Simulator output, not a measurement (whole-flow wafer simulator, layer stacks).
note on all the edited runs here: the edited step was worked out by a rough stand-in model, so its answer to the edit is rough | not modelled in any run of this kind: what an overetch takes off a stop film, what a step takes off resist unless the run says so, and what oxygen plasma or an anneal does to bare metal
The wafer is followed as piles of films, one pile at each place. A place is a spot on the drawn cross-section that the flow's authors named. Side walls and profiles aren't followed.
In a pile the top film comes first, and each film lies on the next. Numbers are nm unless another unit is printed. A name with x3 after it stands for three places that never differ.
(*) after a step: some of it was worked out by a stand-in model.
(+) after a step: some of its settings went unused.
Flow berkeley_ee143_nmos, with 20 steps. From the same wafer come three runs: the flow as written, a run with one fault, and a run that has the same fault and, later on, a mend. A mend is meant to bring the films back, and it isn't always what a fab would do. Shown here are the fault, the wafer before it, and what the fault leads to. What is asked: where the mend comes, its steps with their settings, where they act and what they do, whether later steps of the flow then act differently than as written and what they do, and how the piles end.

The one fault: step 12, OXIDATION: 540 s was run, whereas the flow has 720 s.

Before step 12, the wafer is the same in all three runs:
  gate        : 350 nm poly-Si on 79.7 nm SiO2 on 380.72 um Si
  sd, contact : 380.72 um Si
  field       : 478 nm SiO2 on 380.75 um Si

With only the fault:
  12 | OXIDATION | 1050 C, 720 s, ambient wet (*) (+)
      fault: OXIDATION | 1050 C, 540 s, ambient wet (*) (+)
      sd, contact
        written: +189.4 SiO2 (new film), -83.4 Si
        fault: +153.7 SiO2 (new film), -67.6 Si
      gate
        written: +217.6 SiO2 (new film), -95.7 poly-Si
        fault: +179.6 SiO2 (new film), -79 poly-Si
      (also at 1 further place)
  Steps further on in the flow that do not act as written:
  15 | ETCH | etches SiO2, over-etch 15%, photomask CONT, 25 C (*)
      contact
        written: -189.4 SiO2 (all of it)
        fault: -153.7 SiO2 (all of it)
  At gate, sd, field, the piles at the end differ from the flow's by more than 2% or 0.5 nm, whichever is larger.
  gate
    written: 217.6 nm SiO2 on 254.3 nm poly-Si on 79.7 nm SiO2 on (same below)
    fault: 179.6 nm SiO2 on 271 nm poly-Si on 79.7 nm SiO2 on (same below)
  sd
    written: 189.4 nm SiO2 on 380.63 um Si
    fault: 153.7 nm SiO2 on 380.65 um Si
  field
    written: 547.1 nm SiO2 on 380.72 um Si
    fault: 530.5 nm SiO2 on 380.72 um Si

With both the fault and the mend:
  The mend follows step 12.
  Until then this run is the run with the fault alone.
  12a | OXIDATION | 1050 C, 180 s, ambient wet (*) (+) (the flow's step 12 again, with other settings)
      sd, contact
        +35.7 SiO2, -15.7 Si
      gate
        +38 SiO2, -16.7 poly-Si
      field
        +16.6 SiO2, -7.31 Si
  None of the later steps of the flow acts differently than as written at any place that is followed.
  By the end, the piles equal the flow's at every place that both follow.
